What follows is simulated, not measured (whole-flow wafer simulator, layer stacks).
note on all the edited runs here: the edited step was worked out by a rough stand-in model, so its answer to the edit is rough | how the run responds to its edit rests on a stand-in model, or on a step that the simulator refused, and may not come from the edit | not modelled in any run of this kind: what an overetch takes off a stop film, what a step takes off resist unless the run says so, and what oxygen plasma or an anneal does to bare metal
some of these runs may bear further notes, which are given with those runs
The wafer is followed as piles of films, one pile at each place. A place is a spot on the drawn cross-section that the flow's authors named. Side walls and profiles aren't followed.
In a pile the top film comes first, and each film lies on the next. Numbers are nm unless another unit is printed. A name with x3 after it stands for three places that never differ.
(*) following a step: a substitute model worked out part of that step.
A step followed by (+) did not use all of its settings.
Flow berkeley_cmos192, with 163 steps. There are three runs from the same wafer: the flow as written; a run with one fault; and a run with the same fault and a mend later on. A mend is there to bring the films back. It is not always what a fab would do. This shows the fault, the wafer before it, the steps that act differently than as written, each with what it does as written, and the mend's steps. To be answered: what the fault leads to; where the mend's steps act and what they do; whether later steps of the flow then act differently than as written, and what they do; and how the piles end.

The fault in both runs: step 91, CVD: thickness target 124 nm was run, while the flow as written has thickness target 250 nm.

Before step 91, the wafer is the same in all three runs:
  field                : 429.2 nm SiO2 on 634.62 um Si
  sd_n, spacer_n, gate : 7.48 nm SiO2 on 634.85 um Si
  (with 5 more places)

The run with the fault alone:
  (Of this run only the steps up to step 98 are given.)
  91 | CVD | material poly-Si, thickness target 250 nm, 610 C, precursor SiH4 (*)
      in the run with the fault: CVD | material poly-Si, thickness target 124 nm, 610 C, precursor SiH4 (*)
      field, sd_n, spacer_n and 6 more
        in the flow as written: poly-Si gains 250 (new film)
        in the run with the fault: poly-Si gains 124 (new film)
  Steps later in the flow that act otherwise than as written (not shown: 3 more steps that differ only slightly, by at most 2% or 0.5 nm, whichever is larger):
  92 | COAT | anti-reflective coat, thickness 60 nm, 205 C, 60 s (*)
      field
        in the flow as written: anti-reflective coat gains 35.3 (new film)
        in the run with the fault: anti-reflective coat gains 33.8 (new film)
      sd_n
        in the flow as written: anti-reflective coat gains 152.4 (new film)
        in the run with the fault: anti-reflective coat gains 146.6 (new film)
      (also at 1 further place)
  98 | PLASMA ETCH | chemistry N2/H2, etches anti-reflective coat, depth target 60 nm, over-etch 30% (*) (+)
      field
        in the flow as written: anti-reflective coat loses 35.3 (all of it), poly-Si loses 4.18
        in the run with the fault: anti-reflective coat loses 33.8 (all of it), poly-Si loses 4.02
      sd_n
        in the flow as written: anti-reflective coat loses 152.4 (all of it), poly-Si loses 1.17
        in the run with the fault: anti-reflective coat loses 146.6 (all of it), poly-Si loses 1.13
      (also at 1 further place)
  After step 98, at field, sd_n, spacer_n and 6 more, the piles differ from the flow's by more than 2% or 0.5 nm, whichever is larger.
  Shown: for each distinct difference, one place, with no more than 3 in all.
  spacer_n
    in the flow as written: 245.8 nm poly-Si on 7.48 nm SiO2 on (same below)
    in the run with the fault: 120 nm poly-Si on 7.48 nm SiO2 on (same below)
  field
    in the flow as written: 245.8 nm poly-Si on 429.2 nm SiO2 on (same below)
    in the run with the fault: 120 nm poly-Si on 429.2 nm SiO2 on (same below)
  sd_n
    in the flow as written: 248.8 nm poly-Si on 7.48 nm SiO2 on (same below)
    in the run with the fault: 122.9 nm poly-Si on 7.48 nm SiO2 on (same below)

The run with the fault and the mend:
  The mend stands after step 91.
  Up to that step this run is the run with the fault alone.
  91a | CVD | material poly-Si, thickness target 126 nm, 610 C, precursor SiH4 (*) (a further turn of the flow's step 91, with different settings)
      field, sd_n, spacer_n and 6 more
        poly-Si gains 126
  None of the later steps of the flow differs from how it acts as written, at any place that is followed, by more than 2% or 0.5 nm, whichever is larger.
  By the end, the piles equal the flow's at every place that both follow.
